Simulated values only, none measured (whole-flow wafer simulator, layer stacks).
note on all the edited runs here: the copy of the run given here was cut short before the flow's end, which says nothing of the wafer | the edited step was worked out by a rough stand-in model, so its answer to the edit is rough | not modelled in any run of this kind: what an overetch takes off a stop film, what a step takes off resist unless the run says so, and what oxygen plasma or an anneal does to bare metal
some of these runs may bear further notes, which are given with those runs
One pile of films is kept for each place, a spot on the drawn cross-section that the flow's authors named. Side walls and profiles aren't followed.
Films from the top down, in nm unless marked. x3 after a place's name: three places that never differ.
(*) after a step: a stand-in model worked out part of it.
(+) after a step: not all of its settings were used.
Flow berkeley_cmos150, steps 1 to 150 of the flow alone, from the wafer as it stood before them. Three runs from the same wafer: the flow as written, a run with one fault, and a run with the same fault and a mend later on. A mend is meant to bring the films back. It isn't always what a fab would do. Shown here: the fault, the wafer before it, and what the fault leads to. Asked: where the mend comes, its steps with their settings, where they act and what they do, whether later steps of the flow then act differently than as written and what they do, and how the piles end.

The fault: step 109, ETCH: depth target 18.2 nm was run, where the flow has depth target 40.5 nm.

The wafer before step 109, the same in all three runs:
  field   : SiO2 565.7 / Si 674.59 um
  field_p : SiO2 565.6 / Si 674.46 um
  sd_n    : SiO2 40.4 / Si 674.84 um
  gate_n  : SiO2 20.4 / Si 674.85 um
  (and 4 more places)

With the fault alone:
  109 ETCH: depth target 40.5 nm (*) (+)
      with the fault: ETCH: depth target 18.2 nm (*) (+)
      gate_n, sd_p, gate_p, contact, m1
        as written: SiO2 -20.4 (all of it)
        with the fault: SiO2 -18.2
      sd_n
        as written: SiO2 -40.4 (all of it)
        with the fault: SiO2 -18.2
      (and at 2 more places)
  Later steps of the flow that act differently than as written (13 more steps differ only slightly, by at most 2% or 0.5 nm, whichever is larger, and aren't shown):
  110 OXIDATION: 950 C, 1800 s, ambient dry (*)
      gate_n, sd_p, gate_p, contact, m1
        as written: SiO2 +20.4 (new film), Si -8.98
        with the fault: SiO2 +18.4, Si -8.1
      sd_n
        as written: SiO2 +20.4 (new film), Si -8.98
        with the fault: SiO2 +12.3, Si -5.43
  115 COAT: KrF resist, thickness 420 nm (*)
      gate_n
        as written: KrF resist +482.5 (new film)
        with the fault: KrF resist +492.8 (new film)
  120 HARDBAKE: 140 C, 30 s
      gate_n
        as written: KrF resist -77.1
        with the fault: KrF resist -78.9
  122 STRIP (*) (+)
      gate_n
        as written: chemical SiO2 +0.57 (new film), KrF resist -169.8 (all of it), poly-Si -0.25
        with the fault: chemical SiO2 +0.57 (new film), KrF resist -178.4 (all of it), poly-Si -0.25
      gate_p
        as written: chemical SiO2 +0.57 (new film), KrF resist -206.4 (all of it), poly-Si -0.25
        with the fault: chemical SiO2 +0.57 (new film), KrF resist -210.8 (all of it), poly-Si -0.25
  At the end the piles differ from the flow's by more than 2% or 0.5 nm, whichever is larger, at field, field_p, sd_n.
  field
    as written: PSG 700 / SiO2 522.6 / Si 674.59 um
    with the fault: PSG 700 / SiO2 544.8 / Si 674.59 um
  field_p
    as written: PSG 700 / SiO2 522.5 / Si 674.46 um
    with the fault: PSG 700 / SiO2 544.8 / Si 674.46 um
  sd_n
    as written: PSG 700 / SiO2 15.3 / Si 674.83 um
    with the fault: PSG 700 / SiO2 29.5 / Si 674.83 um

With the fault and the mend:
  The mend comes after step 109.
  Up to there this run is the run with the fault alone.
  109a ETCH: depth target 22.3 nm (*) (+) (the flow's step 109 once more, with other settings)
      gate_n, sd_p, gate_p, contact, m1
        SiO2 -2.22 (all of it)
      field, field_p
        SiO2 -22.3
      sd_n
        SiO2 -22.2 (all of it)
  No later step of the flow acts differently than as written, at any place that is followed, by more than 2% or 0.5 nm, whichever is larger.
  At the end the piles are the same as the flow's at every place that both follow.
